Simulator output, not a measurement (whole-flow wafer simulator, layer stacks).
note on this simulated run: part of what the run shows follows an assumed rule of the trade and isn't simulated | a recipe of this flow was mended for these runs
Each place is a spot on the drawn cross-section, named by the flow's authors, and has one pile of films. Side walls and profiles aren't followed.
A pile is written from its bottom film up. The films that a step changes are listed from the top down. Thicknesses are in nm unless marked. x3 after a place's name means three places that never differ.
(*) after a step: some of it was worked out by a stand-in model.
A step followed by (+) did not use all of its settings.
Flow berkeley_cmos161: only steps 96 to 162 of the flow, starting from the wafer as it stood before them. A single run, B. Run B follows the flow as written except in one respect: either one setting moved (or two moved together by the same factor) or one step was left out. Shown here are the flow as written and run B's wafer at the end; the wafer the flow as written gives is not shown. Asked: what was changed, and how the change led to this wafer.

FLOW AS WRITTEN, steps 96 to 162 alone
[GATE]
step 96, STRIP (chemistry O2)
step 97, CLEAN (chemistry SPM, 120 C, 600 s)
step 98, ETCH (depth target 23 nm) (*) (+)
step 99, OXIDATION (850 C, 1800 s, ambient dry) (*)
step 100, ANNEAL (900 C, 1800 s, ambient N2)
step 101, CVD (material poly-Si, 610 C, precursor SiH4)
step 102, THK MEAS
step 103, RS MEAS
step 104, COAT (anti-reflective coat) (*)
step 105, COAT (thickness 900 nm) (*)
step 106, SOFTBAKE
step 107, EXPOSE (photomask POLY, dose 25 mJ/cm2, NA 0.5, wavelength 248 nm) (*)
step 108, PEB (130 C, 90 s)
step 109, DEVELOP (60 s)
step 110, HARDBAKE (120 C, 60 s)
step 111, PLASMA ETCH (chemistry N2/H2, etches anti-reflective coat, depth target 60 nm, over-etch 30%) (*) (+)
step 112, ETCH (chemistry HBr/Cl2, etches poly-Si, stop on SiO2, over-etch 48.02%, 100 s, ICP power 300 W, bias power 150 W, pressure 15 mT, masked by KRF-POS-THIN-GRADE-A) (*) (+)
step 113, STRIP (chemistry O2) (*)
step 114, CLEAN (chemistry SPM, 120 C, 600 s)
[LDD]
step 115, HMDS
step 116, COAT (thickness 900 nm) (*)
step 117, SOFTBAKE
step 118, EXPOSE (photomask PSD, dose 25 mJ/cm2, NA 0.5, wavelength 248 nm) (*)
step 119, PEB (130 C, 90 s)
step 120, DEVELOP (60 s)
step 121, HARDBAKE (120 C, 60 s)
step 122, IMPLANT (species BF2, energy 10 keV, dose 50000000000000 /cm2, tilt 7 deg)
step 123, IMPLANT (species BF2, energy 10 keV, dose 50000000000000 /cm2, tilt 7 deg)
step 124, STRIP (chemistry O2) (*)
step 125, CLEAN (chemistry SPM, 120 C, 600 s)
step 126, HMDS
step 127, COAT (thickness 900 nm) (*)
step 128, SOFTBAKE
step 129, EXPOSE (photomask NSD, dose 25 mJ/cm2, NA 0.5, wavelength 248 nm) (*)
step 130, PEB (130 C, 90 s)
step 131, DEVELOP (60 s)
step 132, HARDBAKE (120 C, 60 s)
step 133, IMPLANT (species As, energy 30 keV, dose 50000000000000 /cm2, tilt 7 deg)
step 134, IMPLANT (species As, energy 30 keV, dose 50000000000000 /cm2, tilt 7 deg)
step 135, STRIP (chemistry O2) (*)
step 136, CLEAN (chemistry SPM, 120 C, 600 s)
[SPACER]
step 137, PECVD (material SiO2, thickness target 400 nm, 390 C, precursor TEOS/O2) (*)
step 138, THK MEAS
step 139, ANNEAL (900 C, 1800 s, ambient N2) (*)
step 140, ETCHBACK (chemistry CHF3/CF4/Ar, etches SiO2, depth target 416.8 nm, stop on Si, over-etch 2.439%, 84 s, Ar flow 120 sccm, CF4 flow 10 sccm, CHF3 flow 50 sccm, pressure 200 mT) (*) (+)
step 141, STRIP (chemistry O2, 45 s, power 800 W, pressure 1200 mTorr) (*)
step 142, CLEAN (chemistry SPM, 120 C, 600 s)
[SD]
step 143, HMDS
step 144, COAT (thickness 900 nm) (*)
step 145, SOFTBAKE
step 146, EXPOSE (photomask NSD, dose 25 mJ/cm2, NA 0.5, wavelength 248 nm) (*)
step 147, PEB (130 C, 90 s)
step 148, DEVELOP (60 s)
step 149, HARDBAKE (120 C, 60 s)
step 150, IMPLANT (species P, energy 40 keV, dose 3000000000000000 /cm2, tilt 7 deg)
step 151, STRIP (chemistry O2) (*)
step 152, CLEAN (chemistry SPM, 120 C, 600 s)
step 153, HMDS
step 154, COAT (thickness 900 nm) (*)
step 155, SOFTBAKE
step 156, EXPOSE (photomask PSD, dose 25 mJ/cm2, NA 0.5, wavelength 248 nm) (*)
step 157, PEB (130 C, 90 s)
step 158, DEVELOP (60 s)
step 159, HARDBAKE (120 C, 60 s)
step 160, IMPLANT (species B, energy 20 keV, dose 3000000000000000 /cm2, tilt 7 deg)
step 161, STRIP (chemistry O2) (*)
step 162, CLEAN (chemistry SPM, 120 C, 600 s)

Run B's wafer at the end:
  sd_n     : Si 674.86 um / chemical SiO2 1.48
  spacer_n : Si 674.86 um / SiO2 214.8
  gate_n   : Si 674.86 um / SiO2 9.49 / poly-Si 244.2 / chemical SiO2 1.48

Cause: step 99, OXIDATION: 873 C was run, while the flow as written has 850 C.

How this came from the change, step by step:
  step 99, OXIDATION (850 C, 1800 s, ambient dry) (*)
      sd_n, spacer_n, gate_n, sd_p, spacer_p, gate_p, contact, m1: +9.49 SiO2 (new film), -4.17 Si (it would be, as written: +7.48 SiO2 (new film), -3.29 Si)
